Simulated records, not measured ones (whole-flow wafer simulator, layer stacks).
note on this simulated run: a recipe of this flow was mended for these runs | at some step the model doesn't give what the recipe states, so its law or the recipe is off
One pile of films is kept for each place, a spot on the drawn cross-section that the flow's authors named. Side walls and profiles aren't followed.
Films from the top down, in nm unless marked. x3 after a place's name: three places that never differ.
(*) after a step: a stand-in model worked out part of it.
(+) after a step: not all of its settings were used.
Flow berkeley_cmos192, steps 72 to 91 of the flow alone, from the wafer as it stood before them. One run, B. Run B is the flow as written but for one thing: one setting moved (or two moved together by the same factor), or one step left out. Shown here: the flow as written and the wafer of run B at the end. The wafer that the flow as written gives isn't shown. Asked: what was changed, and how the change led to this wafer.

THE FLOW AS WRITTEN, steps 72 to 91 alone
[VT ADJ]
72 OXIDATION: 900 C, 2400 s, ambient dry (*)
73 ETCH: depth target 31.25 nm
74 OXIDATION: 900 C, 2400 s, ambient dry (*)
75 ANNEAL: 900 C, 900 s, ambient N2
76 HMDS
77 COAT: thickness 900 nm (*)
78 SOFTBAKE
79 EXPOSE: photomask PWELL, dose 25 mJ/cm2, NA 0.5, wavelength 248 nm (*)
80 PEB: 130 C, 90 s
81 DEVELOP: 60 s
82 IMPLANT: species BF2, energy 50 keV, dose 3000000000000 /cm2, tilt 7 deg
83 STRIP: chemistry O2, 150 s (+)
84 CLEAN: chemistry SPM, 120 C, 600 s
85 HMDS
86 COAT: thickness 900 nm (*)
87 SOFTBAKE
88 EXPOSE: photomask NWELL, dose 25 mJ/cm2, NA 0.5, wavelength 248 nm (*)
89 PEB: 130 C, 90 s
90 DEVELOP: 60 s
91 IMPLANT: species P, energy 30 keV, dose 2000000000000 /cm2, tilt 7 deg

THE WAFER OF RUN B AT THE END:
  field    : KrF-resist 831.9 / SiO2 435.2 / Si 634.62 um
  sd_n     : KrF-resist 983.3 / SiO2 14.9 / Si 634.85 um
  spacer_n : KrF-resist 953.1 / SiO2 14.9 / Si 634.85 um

The cause: step 73, ETCH: depth target 42.5 nm was run, where the flow has depth target 31.25 nm.

How the change led to this, step by step:
  73 ETCH: depth target 31.25 nm
      field: SiO2 -42.5 (as written it would be: SiO2 -31.2)
